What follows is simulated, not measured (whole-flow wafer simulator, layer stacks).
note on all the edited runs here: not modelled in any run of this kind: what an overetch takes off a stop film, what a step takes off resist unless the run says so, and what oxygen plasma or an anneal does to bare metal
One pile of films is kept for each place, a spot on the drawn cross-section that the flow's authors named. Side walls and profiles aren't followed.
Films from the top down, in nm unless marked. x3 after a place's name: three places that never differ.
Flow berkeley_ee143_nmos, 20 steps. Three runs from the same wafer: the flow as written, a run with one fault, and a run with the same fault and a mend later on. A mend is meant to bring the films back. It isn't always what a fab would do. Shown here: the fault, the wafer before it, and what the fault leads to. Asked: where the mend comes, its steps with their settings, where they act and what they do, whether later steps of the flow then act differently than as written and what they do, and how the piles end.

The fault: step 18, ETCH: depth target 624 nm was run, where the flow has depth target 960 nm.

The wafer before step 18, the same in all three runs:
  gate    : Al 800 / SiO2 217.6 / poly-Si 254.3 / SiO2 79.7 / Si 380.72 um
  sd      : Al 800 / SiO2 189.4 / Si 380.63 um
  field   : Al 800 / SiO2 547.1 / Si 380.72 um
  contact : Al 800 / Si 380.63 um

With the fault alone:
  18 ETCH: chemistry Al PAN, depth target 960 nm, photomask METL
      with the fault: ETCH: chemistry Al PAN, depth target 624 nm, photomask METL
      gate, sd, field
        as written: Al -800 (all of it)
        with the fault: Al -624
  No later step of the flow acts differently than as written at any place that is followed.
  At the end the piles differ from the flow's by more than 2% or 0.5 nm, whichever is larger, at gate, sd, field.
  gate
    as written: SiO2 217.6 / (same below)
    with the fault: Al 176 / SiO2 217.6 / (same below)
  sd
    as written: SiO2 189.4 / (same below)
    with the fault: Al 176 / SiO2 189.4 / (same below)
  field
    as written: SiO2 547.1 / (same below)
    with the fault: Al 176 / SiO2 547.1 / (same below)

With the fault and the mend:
  The mend comes after step 18.
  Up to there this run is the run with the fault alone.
  18a ETCH: chemistry Al PAN, depth target 336 nm, photomask METL (the flow's step 18 once more, with other settings)
      gate, sd, field
        Al -176 (all of it)
  No later step of the flow acts differently than as written at any place that is followed.
  At the end the piles are the same as the flow's at every place that both follow.
